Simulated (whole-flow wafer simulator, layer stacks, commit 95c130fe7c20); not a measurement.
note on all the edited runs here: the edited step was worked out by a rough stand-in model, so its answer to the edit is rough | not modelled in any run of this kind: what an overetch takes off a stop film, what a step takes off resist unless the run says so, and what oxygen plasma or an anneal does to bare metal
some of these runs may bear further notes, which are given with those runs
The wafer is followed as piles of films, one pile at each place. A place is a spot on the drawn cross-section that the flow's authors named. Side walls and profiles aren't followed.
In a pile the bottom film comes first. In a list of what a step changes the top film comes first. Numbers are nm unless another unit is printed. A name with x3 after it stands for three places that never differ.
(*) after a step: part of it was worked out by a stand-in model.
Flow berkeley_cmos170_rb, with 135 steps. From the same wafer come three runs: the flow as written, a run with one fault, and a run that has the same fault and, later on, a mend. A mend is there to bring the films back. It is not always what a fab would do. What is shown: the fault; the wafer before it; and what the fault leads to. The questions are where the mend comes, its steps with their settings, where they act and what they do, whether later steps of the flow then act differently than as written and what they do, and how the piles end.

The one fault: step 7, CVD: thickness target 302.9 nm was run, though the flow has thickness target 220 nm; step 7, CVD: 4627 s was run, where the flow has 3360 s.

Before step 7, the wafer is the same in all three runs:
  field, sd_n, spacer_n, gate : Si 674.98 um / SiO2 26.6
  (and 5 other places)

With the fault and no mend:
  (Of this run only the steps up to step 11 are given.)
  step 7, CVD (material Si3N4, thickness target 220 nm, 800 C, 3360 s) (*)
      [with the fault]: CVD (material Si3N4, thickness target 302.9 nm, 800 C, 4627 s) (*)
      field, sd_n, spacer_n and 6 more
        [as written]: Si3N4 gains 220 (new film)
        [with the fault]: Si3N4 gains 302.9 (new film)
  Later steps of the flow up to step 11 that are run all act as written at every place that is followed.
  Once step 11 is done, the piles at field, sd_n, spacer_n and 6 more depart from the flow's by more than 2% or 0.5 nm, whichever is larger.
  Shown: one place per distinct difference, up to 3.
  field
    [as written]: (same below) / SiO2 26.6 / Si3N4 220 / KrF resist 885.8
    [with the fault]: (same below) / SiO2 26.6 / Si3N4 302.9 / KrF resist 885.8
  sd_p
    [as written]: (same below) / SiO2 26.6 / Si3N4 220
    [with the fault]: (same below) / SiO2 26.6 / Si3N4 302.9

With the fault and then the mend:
  The mend stands after step 7.
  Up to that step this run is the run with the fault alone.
  step 7a, ETCH (chemistry h3po4, depth target 82.9 nm)
      field, sd_n, spacer_n and 6 more
        Si3N4 loses 82.9
  Later steps of the flow that are run all act as written at every place that is followed.
  At every place that both follow, the piles at the end match the flow's.
